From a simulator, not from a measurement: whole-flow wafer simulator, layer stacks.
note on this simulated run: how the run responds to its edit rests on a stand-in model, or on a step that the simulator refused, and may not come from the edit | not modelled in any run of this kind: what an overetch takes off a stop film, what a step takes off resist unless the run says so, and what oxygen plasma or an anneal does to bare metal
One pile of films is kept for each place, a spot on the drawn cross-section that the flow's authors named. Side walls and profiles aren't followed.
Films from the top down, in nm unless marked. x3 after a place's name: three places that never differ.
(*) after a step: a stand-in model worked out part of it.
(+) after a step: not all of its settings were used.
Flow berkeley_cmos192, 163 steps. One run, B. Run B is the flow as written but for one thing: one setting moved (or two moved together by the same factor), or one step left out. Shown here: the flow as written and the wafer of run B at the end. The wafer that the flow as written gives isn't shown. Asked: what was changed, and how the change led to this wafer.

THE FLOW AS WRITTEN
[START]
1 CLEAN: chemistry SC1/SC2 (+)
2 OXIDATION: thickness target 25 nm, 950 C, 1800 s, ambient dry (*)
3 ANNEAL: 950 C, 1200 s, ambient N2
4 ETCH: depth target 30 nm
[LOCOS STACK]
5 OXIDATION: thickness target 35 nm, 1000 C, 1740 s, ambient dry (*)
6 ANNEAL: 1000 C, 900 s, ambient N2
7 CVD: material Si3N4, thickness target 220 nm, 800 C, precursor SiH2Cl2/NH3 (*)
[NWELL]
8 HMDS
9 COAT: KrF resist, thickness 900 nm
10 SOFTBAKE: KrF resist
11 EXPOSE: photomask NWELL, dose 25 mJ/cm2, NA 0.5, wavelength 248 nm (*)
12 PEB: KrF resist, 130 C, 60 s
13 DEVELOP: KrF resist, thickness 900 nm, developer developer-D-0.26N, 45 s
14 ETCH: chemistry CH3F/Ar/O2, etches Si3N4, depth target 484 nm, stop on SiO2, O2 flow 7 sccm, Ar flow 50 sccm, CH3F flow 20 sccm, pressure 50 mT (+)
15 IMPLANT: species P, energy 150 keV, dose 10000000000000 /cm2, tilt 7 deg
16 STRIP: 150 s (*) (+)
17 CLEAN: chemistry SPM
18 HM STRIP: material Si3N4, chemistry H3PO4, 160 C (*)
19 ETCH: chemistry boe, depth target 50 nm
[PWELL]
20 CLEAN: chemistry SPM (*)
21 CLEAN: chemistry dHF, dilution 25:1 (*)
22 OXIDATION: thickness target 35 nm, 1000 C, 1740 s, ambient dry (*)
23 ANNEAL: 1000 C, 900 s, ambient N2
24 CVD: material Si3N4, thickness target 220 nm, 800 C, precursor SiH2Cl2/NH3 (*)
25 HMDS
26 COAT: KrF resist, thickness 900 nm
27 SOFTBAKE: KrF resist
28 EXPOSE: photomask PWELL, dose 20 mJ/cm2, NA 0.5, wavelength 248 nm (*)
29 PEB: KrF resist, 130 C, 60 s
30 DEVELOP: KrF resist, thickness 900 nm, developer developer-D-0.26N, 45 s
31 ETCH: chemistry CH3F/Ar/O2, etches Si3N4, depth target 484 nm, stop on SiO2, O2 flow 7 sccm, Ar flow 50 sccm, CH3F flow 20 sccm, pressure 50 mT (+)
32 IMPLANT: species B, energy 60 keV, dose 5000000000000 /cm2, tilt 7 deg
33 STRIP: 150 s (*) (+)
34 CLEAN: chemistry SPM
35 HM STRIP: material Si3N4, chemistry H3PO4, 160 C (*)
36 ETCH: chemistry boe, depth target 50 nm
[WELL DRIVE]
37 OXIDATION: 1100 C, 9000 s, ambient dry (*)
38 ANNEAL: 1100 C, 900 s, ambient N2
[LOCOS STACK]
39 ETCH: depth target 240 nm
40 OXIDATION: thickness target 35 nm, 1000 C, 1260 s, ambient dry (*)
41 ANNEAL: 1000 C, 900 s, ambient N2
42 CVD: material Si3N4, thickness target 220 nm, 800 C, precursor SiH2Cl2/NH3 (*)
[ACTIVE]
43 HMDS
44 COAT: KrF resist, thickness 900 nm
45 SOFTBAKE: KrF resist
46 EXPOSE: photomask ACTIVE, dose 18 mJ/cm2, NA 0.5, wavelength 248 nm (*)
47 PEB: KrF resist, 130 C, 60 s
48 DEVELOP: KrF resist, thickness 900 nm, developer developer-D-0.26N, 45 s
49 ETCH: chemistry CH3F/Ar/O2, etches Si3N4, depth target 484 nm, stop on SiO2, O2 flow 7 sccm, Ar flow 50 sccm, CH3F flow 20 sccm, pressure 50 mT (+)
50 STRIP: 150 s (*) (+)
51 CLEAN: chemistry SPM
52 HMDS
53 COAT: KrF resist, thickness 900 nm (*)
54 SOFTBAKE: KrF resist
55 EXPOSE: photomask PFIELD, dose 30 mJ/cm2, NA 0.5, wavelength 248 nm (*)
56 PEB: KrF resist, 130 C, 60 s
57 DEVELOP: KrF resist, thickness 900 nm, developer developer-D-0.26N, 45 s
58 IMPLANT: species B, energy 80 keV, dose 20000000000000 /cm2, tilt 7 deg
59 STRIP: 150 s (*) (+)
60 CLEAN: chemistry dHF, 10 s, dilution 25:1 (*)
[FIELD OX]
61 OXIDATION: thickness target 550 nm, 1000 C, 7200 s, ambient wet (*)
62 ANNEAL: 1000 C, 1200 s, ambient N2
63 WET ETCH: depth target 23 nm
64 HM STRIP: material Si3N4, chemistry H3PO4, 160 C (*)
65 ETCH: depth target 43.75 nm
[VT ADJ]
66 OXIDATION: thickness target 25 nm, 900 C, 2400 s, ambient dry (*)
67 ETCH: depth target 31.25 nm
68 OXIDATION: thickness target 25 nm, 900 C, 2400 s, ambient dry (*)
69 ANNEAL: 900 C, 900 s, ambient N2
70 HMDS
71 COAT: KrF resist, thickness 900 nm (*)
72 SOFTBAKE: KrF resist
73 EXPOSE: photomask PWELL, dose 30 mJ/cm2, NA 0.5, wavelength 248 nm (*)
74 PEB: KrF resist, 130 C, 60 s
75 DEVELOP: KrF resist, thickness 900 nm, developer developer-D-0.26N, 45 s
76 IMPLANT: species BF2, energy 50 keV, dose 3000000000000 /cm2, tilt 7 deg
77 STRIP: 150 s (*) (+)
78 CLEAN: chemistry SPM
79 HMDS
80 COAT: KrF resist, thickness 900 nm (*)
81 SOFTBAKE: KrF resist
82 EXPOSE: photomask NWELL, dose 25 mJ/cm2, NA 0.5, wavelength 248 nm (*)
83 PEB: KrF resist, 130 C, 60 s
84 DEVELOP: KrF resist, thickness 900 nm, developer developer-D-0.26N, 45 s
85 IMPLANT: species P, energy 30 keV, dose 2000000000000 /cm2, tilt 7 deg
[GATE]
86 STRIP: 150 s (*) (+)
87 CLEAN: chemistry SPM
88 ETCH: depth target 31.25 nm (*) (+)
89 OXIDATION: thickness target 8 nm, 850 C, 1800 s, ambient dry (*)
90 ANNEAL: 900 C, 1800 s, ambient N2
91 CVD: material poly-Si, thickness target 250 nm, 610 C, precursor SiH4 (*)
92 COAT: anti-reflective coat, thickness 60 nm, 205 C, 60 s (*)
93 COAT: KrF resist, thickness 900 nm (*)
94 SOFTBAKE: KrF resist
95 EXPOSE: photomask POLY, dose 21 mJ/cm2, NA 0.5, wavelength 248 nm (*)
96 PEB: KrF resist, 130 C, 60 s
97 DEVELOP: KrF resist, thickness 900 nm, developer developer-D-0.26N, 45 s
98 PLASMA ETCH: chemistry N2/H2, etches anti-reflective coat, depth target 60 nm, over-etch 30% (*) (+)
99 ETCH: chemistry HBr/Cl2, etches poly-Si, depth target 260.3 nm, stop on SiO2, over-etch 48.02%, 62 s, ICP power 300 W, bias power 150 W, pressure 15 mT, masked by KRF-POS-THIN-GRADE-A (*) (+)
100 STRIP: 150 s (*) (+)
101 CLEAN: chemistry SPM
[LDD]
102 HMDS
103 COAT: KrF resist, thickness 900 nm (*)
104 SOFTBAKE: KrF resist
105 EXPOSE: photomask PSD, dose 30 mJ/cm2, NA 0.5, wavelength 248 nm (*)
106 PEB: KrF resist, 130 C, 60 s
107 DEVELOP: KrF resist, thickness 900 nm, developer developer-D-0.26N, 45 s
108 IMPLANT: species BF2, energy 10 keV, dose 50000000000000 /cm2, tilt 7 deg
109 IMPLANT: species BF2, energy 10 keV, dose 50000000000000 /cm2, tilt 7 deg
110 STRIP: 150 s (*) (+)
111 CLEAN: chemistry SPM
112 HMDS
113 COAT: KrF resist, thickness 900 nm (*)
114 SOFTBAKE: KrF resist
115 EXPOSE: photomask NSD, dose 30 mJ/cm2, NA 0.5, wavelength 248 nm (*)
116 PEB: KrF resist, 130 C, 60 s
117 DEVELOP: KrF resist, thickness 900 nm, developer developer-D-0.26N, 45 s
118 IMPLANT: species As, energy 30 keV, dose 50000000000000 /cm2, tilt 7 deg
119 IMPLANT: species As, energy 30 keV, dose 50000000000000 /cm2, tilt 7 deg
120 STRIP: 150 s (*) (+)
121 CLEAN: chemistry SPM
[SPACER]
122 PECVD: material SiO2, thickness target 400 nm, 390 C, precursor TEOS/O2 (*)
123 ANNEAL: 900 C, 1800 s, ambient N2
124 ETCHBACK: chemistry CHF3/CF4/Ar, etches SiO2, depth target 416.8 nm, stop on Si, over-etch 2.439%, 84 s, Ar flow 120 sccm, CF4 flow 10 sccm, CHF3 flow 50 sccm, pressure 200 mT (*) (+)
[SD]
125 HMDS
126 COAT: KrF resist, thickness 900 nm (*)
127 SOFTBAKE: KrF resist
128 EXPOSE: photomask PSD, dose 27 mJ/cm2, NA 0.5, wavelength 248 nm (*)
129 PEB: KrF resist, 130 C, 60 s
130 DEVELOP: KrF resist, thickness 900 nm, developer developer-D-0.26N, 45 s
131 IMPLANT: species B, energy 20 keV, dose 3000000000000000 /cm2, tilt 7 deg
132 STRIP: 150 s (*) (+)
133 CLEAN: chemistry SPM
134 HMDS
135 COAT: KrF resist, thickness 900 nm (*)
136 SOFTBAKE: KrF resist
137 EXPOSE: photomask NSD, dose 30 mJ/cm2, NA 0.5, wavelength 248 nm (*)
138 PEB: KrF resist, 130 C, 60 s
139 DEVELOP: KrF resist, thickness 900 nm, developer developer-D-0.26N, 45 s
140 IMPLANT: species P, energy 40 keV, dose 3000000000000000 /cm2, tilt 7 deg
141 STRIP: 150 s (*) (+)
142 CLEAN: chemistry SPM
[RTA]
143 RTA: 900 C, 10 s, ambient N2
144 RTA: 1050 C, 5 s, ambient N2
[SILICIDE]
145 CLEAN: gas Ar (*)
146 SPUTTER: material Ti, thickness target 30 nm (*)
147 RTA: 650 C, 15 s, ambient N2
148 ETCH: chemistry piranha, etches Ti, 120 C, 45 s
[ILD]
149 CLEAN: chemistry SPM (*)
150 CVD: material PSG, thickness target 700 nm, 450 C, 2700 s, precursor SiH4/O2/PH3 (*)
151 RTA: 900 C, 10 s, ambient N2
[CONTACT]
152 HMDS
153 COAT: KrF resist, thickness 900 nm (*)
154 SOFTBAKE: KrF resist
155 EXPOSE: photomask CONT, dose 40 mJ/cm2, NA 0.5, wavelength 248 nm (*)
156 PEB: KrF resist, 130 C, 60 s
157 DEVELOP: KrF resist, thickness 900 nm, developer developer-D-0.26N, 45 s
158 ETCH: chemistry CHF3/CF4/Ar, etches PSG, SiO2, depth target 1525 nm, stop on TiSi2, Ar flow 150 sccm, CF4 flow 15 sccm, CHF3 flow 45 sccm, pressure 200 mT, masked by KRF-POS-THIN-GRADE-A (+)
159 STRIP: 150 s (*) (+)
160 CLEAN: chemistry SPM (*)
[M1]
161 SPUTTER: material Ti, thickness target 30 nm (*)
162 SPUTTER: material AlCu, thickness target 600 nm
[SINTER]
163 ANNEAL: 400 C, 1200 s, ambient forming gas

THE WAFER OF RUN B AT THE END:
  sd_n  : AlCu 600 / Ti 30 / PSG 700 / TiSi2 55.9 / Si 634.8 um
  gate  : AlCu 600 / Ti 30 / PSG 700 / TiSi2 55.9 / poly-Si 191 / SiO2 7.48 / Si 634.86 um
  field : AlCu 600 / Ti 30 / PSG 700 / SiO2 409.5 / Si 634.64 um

The cause: step 39, ETCH: depth target 144 nm was run, where the flow has depth target 240 nm.

How the change led to this, step by step:
  39 ETCH: depth target 240 nm
      field, sd_n, spacer_n and 6 more: SiO2 -144 (as written it would be: SiO2 -197.6 (all of it))
  40 OXIDATION: thickness target 35 nm, 1000 C, 1260 s, ambient dry (*)
      field, sd_n, spacer_n and 6 more: SiO2 +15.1, Si -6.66 (as written it would be: SiO2 +26.6 (new film), Si -11.7)
  61 OXIDATION: thickness target 550 nm, 1000 C, 7200 s, ambient wet (*)
      gate: SiO2 +12.1 (new film), Si3N4 -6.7 (as written it would be: SiO2 +12.1 (new film), Si3N4 -6.7, SiO2 +0.05, Si -0.05)
      field: SiO2 +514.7, Si -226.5 (as written it would be: SiO2 +542.3, Si -238.6)
      (and at 2 more places)
  65 ETCH: depth target 43.75 nm
      sd_n, spacer_n, gate, sd_p, spacer_p, gate_p, contact, m1: SiO2 -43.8 (as written it would be: SiO2 -24.6 (all of it))
  66 OXIDATION: thickness target 25 nm, 900 C, 2400 s, ambient dry (*)
      spacer_n, gate, spacer_p, gate_p, contact, m1: SiO2 +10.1, Si -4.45 (as written it would be: SiO2 +14.9 (new film), Si -6.57)
      sd_n: SiO2 +9.51, Si -4.19 (as written it would be: SiO2 +14.9 (new film), Si -6.57)
      (and at 1 more place)
  67 ETCH: depth target 31.25 nm
      spacer_n, gate, spacer_p, gate_p, contact, m1: SiO2 -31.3 (as written it would be: SiO2 -14.9 (all of it))
      sd_n, sd_p: SiO2 -31.2 (as written it would be: SiO2 -14.9 (all of it))
  68 OXIDATION: thickness target 25 nm, 900 C, 2400 s, ambient dry (*)
      spacer_n, gate, spacer_p, gate_p, contact, m1: SiO2 +13.1, Si -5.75 (as written it would be: SiO2 +14.9 (new film), Si -6.57)
      sd_n: SiO2 +10.3, Si -4.54 (as written it would be: SiO2 +14.9 (new film), Si -6.57)
      (and at 1 more place)
  88 ETCH: depth target 31.25 nm (*) (+)
      sd_n: SiO2 -18 (all of it) (as written it would be: SiO2 -14.9 (all of it))
      sd_p: SiO2 -18.1 (all of it) (as written it would be: SiO2 -14.9 (all of it))
  92 COAT: anti-reflective coat, thickness 60 nm, 205 C, 60 s (*)
      sd_n: anti-reflective coat +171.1 (new film) (as written it would be: anti-reflective coat +152.4 (new film))
      spacer_n: anti-reflective coat +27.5 (new film) (as written it would be: anti-reflective coat +33.8 (new film))
      (and at 6 more places)
  98 PLASMA ETCH: chemistry N2/H2, etches anti-reflective coat, depth target 60 nm, over-etch 30% (*) (+)
      field: anti-reflective coat -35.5 (all of it), poly-Si -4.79 (as written it would be: anti-reflective coat -35.3 (all of it), poly-Si -4.18)
      sd_n: anti-reflective coat -171.1 (all of it), poly-Si -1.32 (as written it would be: anti-reflective coat -152.4 (all of it), poly-Si -1.17)
      (and at 5 more places)
  100 STRIP: 150 s (*) (+)
      gate: chemical SiO2 +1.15 (new film), KrF resist -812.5 (all of it), anti-reflective coat -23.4 (all of it), poly-Si -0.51 (as written it would be: chemical SiO2 +1.15 (new film), KrF resist -791.8 (all of it), anti-reflective coat -30 (all of it), poly-Si -0.51)
      gate_p: chemical SiO2 +1.15 (new film), KrF resist -778.5 (all of it), anti-reflective coat -26.1 (all of it), poly-Si -0.51 (as written it would be: chemical SiO2 +1.15 (new film), KrF resist -765.1 (all of it), anti-reflective coat -31 (all of it), poly-Si -0.51)
  147 RTA: 650 C, 15 s, ambient N2
      sd_p: Ti -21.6, TiSi first +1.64 (new film), TiSi2 C49 +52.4 (new film), Si -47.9 (as written it would be: Ti -21.9, TiSi first +2.35 (new film), TiSi2 C49 +52.1 (new film), Si -48.1)
  151 RTA: 900 C, 10 s, ambient N2
      sd_p: under 1 film: TiSi2 +51.5 (new film), TiSi first -1.54 (all of it), TiSi2 C49 -52.4 (all of it), Si -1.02 (as written it would be: under 1 film: TiSi2 +52.2 (new film), TiSi first -2.25 (all of it), TiSi2 C49 -52.1 (all of it), Si -1.5)
  162 SPUTTER: material AlCu, thickness target 600 nm
      sd_p: AlCu +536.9 (new film) (as written it would be: AlCu +551.2 (new film))
